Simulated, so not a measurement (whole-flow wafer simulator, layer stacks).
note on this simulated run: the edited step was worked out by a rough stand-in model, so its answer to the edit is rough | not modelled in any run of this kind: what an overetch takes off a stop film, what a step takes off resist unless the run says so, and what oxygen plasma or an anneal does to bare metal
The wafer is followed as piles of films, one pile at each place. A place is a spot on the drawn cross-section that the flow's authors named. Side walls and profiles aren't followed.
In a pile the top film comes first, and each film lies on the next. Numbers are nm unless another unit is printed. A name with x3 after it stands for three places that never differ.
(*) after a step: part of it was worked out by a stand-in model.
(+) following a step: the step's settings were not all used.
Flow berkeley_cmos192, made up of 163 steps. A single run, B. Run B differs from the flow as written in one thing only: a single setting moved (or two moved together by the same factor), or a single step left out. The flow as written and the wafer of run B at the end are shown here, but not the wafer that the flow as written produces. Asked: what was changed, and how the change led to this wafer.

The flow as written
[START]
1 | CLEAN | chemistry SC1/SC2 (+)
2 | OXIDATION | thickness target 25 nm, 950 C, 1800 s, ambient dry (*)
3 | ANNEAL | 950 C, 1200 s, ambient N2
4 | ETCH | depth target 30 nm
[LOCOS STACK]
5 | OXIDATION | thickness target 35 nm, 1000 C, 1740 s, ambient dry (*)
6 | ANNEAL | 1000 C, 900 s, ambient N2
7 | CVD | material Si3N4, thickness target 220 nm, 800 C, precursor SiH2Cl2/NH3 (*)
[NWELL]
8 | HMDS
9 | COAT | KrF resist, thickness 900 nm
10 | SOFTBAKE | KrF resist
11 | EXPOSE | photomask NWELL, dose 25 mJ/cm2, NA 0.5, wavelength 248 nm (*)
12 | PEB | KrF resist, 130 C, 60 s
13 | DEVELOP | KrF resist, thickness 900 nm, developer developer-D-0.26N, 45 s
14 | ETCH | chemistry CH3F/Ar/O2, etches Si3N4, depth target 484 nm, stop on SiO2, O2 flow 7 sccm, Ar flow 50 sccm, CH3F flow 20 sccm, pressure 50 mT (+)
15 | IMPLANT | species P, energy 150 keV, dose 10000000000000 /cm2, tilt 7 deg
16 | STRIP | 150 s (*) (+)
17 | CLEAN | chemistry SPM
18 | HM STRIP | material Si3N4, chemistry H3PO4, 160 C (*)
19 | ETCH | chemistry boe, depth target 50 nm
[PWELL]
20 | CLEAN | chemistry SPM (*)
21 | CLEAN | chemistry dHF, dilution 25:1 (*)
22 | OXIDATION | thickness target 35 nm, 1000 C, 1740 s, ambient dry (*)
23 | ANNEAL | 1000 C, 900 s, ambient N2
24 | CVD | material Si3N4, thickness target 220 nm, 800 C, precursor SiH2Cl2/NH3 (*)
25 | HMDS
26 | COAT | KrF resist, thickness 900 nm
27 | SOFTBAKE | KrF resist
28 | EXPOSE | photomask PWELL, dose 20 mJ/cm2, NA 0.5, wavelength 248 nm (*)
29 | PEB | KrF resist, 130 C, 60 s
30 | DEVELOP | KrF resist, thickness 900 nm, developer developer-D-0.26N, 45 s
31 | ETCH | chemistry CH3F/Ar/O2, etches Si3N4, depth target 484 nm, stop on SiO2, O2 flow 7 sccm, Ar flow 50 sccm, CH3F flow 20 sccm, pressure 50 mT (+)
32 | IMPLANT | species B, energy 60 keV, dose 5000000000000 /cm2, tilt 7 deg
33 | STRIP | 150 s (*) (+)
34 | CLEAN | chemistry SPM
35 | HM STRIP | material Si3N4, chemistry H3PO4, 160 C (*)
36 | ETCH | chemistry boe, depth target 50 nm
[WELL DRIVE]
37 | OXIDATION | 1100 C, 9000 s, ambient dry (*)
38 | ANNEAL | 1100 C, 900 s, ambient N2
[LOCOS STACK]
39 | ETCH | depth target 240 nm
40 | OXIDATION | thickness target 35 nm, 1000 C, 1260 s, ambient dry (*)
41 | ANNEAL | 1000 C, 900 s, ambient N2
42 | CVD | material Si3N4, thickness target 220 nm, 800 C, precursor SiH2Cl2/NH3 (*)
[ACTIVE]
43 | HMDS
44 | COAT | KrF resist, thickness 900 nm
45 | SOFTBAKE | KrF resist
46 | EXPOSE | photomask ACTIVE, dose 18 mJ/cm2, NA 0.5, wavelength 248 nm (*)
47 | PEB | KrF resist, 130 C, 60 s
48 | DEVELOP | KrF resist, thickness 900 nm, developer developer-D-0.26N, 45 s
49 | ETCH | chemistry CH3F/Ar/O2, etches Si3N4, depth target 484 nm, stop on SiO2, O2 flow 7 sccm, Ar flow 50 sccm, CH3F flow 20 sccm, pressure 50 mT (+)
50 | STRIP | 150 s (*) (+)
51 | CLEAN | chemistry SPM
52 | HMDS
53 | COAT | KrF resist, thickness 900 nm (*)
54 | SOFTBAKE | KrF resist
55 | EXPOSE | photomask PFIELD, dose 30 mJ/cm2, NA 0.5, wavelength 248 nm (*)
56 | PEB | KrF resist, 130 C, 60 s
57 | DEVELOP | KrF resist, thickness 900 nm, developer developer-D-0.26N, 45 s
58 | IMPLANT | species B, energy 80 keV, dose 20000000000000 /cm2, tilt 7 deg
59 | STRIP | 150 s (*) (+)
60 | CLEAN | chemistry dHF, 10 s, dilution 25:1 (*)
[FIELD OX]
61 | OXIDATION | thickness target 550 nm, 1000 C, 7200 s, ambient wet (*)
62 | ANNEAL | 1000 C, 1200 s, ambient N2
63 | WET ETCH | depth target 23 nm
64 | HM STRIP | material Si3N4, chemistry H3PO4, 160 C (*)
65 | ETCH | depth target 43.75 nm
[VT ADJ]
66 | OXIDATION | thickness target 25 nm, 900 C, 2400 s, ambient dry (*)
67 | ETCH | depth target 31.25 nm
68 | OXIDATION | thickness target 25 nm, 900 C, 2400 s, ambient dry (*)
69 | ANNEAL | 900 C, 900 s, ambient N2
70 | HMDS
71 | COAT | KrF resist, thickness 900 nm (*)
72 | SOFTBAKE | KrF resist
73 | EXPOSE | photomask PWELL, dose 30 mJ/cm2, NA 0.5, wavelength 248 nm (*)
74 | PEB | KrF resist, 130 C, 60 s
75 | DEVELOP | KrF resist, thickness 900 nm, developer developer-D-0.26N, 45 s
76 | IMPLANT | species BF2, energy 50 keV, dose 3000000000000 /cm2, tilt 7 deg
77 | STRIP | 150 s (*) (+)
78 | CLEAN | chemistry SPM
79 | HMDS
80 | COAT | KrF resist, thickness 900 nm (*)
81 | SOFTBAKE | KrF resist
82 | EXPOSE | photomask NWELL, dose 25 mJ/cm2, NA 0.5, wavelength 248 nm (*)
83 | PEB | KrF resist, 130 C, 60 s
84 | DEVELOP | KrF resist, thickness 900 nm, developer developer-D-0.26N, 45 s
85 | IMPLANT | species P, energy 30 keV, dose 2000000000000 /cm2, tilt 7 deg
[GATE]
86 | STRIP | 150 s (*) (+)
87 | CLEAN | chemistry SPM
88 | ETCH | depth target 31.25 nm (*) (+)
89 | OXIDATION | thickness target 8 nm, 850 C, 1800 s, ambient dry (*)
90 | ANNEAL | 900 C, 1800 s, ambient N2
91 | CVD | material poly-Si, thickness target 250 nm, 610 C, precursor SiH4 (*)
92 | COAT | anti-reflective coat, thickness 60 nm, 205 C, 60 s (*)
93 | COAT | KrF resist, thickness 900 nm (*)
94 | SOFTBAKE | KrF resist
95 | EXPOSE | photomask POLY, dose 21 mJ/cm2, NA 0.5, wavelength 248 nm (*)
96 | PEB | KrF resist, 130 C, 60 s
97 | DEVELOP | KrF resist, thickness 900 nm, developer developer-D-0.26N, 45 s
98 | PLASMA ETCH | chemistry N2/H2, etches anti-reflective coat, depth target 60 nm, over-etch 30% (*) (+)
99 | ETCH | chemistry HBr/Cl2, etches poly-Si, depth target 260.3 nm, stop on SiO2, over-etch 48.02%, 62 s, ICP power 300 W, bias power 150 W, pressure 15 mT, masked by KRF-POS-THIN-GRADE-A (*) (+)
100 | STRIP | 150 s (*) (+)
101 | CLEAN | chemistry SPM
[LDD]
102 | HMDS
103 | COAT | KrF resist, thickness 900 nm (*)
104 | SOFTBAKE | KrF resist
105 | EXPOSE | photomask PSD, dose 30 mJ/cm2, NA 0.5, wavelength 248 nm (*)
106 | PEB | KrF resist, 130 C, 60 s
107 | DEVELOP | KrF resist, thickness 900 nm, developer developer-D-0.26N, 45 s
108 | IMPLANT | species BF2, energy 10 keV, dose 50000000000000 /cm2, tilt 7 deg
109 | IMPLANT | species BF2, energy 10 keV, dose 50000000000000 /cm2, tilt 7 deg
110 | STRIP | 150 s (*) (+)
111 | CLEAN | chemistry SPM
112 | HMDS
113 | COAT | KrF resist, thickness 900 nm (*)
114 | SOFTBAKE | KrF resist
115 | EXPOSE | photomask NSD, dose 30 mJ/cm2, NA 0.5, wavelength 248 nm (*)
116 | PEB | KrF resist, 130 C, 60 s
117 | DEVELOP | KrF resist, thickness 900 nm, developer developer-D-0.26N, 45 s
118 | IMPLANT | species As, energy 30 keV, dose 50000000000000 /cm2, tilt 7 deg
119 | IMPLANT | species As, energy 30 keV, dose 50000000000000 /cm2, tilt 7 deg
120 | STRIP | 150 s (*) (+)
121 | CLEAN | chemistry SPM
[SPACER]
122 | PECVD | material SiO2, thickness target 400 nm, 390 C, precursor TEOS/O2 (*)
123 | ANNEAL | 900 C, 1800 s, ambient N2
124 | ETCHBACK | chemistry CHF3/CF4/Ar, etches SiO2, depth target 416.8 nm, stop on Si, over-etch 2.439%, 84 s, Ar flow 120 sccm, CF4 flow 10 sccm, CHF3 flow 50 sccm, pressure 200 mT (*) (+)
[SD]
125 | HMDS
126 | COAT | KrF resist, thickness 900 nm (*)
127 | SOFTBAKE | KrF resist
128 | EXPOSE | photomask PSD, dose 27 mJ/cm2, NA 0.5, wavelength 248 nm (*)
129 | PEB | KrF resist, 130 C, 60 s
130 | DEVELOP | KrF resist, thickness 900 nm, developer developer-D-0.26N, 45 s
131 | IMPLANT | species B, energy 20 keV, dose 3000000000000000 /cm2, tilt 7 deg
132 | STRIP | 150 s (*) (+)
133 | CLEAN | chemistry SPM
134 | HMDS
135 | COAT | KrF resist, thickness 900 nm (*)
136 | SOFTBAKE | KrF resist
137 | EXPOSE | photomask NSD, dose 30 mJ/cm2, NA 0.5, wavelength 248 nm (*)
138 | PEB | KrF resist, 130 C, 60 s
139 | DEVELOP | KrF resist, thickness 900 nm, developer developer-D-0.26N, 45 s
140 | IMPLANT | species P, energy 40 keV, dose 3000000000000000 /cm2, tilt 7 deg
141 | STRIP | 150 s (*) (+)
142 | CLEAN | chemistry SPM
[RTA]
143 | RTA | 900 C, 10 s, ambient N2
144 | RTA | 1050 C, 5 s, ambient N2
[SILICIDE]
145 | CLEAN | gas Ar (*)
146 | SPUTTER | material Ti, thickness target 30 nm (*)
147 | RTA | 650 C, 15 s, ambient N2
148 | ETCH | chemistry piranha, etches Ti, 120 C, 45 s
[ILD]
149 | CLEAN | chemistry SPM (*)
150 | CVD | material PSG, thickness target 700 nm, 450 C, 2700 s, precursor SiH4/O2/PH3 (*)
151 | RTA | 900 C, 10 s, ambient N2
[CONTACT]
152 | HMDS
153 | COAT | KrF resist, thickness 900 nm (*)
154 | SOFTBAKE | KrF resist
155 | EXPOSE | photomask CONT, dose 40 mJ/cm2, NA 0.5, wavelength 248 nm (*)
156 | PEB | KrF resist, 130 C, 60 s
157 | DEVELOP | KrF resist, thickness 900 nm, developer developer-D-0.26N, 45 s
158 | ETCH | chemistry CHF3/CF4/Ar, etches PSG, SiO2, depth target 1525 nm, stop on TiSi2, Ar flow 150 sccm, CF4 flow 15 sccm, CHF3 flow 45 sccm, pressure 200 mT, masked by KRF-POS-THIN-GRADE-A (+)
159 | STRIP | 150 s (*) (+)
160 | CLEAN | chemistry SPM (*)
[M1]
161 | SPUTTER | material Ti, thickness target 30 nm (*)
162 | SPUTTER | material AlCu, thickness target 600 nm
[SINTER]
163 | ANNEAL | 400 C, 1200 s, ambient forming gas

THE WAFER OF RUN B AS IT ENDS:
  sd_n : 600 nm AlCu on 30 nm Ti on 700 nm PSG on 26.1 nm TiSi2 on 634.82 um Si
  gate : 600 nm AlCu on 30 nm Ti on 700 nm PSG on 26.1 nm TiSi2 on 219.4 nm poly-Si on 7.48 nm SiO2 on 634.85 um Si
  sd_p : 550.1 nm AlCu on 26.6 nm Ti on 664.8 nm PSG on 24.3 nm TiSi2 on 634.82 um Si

Cause: step 146, SPUTTER: thickness target 14 nm was run, though the flow has thickness target 30 nm.

Step by step, how the change led to this:
  146 | SPUTTER | material Ti, thickness target 30 nm (*)
      field, sd_n, spacer_n, gate, spacer_p, gate_p, contact, m1: +14 Ti (new film) (as written it would have been: +30 Ti (new film))
      sd_p: +13.1 Ti (new film) (as written it would have been: +28 Ti (new film))
  147 | RTA | 650 C, 15 s, ambient N2
      sd_n, contact, m1: -10.9 Ti, +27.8 TiSi2 C49 (new film), -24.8 Si (as written it would have been: -23.4 Ti, +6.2 TiSi first (new film), +50.3 TiSi2 C49 (new film), -49 Si)
      gate, gate_p: -10.9 Ti, +27.8 TiSi2 C49 (new film), -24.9 poly-Si (as written it would have been: -23.4 Ti, +6.2 TiSi first (new film), +50.3 TiSi2 C49 (new film), -49.2 poly-Si)
      (and at 1 other place as well)
  148 | ETCH | chemistry piranha, etches Ti, 120 C, 45 s
      sd_n, gate, gate_p, contact, m1: -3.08 Ti (all of it), -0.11 TiSi2 C49 (as written it would have been: -6.6 Ti (all of it), -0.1 TiSi first)
      sd_p: -2.88 Ti (all of it), -0.11 TiSi2 C49 (as written it would have been: -6.17 Ti (all of it), -0.1 TiSi first)
      (and at 3 other places as well)
  151 | RTA | 900 C, 10 s, ambient N2
      sd_n, contact, m1: under 1 film: +26.1 TiSi2 (new film), -27.7 TiSi2 C49 (all of it) (as written it would have been: under 1 film: +55.9 TiSi2 (new film), -6.09 TiSi first (all of it), -50.3 TiSi2 C49 (all of it), -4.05 Si)
      gate, gate_p: under 1 film: +26.1 TiSi2 (new film), -27.7 TiSi2 C49 (all of it) (as written it would have been: under 1 film: +55.9 TiSi2 (new film), -6.09 TiSi first (all of it), -50.3 TiSi2 C49 (all of it), -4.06 poly-Si)
      (and at 1 other place as well)
